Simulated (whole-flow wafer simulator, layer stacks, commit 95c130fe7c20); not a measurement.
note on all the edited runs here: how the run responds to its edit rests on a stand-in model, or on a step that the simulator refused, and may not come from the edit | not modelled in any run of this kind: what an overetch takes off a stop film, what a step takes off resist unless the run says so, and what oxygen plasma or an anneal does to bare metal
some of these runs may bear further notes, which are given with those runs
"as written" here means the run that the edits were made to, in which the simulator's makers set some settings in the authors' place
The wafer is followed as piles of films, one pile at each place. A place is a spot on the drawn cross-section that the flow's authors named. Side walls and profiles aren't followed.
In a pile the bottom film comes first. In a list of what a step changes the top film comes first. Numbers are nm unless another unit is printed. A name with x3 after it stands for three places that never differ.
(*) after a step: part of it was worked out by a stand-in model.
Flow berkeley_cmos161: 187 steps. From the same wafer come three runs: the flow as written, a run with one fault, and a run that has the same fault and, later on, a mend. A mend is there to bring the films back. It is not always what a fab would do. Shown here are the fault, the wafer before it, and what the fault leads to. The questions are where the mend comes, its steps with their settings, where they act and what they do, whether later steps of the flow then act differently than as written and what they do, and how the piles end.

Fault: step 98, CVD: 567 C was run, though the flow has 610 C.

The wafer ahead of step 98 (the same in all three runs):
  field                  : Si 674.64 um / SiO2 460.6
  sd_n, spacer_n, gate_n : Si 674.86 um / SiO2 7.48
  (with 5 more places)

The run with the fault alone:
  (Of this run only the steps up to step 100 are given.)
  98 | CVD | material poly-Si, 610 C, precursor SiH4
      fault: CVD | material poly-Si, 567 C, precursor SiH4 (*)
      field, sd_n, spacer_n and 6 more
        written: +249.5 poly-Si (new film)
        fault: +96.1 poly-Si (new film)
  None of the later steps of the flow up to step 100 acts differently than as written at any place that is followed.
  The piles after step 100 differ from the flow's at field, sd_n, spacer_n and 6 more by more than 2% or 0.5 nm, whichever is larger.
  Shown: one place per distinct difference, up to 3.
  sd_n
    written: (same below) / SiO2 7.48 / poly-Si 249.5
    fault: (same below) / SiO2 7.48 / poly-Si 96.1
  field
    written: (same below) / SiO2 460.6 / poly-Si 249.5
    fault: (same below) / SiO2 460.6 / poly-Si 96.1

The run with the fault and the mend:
  The mend stands after step 100.
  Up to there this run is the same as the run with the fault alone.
  100a | CVD | material poly-Si, 610 C, precursor SiH4 (*) (a further turn of the flow's step 98; the settings that differ are not printed)
      field, sd_n, spacer_n and 6 more
        +153 poly-Si
  None of the later steps of the flow differs from how it acts as written, at any place that is followed, by more than 2% or 0.5 nm, whichever is larger.
  At the end the piles are close to the flow's at the places that both follow, differing by at most 2% or 0.5 nm, whichever is larger.
